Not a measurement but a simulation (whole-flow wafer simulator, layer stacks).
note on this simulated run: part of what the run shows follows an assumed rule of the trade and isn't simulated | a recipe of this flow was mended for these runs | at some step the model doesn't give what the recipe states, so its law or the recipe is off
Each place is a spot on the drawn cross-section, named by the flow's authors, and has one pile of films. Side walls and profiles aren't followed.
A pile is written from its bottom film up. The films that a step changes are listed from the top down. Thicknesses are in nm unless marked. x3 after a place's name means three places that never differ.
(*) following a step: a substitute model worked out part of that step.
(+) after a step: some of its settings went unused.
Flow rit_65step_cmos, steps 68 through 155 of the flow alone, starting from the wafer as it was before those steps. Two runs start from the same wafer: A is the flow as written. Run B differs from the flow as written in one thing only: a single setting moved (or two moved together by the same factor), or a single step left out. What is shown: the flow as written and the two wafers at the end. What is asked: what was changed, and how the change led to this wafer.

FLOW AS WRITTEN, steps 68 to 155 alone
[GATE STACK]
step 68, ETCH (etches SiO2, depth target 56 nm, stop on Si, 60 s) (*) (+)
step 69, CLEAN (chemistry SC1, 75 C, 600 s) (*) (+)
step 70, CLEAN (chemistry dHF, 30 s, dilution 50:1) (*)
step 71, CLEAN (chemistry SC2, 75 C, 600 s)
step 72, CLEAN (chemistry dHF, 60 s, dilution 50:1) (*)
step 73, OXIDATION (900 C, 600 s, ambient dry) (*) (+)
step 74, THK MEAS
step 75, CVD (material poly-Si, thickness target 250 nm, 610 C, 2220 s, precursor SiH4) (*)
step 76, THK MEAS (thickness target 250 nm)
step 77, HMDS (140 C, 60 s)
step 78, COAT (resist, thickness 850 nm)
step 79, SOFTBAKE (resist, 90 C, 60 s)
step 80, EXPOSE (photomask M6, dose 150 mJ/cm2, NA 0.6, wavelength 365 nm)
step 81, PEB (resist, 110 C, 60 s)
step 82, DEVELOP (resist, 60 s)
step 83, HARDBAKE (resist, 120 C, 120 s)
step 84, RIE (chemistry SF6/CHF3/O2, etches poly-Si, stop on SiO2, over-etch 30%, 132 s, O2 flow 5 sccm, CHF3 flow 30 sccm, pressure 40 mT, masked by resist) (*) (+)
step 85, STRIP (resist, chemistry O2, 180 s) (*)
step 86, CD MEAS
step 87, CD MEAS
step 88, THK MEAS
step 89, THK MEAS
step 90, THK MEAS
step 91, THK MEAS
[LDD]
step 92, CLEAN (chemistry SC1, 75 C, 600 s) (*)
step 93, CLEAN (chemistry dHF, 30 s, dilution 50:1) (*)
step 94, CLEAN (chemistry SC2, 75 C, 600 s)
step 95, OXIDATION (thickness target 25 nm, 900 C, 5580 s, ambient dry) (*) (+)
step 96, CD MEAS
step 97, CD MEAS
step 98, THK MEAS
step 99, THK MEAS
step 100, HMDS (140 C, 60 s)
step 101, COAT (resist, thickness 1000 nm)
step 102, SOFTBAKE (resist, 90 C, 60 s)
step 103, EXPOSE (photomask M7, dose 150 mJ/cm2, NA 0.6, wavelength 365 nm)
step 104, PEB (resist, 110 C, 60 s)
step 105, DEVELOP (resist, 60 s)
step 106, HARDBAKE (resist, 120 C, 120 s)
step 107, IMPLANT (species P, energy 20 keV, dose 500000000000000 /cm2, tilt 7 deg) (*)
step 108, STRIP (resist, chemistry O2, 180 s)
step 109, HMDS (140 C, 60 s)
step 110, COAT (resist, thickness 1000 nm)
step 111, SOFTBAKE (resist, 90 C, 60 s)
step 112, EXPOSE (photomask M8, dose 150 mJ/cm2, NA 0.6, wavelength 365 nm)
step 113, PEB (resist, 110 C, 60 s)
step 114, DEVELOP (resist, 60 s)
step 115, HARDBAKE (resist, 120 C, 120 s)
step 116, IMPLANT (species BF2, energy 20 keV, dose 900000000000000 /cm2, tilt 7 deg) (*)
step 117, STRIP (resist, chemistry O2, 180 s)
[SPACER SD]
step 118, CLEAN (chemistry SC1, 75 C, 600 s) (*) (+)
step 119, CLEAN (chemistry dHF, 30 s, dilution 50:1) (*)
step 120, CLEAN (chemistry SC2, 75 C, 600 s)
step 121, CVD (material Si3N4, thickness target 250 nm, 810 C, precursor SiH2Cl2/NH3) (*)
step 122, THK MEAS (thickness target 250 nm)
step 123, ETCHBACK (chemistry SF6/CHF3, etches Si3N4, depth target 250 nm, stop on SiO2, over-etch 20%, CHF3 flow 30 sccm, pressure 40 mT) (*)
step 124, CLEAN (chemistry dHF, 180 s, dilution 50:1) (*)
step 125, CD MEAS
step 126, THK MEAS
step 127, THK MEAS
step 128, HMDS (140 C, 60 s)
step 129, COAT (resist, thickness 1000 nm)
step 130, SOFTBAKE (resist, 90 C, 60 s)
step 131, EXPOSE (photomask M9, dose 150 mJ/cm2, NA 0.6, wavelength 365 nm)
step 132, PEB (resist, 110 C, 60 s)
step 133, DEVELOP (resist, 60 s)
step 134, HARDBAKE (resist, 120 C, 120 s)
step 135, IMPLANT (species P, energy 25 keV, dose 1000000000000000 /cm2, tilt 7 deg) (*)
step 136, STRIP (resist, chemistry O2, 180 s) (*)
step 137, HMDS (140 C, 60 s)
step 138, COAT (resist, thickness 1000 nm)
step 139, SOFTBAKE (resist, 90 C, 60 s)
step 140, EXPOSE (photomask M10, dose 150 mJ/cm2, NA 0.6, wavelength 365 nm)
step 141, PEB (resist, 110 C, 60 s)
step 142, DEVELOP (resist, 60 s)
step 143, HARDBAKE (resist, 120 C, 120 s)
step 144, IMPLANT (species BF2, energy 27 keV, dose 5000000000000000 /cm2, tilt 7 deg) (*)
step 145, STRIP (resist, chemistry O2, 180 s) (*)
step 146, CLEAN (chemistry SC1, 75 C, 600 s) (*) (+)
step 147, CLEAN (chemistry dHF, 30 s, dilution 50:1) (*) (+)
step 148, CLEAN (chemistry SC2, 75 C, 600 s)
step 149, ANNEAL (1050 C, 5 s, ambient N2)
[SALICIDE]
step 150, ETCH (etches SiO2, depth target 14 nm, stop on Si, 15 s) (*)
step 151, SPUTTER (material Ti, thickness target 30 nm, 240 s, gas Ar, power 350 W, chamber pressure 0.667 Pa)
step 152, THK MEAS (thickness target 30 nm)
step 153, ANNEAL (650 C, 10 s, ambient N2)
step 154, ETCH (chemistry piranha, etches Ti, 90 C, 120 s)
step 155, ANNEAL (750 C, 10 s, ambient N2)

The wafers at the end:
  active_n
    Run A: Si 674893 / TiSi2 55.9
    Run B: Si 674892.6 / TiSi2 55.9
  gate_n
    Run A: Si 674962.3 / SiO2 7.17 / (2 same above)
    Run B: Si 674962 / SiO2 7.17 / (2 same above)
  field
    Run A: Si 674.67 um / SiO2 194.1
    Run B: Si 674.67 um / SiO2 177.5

Cause: step 68, ETCH: depth target 73 nm was run, while the flow as written has depth target 56 nm; step 68, ETCH: 78 s was run, where the flow has 60 s.

How this came from the change, step by step:
  step 68, ETCH (etches SiO2, depth target 56 nm, stop on Si, 60 s) (*) (+)
      field, field_pw, field_nw, field_p: A -56 SiO2 | B -72.8 SiO2
  step 72, CLEAN (chemistry dHF, 60 s, dilution 50:1) (*)
      field_nw, field_p: A -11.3 SiO2 | B -10.5 SiO2
